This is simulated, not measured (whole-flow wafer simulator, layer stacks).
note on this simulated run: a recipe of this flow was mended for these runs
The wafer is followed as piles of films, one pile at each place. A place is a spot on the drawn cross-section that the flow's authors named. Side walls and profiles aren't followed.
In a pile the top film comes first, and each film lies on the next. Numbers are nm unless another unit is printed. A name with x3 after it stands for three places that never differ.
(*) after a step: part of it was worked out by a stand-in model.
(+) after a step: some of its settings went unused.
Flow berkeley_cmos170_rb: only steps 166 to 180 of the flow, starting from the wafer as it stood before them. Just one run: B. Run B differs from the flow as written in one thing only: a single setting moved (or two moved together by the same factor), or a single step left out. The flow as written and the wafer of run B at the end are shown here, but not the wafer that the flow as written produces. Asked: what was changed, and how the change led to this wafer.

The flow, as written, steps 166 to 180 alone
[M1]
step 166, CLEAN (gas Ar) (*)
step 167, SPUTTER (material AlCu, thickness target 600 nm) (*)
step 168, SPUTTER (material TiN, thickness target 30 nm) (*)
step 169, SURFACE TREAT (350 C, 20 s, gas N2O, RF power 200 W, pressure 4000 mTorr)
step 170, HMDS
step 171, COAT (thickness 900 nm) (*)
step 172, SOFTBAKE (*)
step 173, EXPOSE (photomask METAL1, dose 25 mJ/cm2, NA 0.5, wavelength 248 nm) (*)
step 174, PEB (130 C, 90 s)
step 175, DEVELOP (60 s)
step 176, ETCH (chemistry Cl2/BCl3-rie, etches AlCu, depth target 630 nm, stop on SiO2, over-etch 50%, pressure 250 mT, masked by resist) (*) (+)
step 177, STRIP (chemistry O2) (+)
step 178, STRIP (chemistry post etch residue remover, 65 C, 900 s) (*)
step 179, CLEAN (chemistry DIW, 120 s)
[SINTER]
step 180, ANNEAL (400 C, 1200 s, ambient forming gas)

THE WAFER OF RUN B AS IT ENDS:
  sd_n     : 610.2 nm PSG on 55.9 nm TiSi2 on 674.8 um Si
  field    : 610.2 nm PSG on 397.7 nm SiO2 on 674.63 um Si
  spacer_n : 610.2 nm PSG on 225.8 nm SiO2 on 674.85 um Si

What caused this: step 167, SPUTTER: thickness target 240 nm was run, though the flow has thickness target 600 nm.

How this came from the change, step by step:
  step 167, SPUTTER (material AlCu, thickness target 600 nm) (*)
      field, sd_n, spacer_n, gate, spacer_p, gate_p, m1: +240 AlCu (new film) (in the flow as written it would be: +600 AlCu (new film))
      sd_p: +214.6 AlCu (new film) (in the flow as written it would be: +549.6 AlCu (new film))
      (as well as at 1 more place)
  step 168, SPUTTER (material TiN, thickness target 30 nm) (*)
      contact: +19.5 TiN (new film) (in the flow as written it would be: +16.3 TiN (new film))
  step 171, COAT (thickness 900 nm) (*)
      contact: +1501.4 KrF-resist (new film) (in the flow as written it would be: +1612.7 KrF-resist (new film))
  step 176, ETCH (chemistry Cl2/BCl3-rie, etches AlCu, depth target 630 nm, stop on SiO2, over-etch 50%, pressure 250 mT, masked by resist) (*) (+)
      field, sd_n, spacer_n, gate, spacer_p, gate_p: -30 TiN (all of it), -240 AlCu (all of it), -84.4 PSG (in the flow as written it would be: -30 TiN (all of it), -600 AlCu (all of it), -39.4 PSG)
      sd_p: -26.3 TiN (all of it), -214.6 AlCu (all of it), -88 PSG (in the flow as written it would be: -25.8 TiN (all of it), -549.6 AlCu (all of it), -46.2 PSG)
  step 177, STRIP (chemistry O2) (+)
      contact: -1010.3 KrF-resist (all of it) (in the flow as written it would be: -1121.3 KrF-resist (all of it))
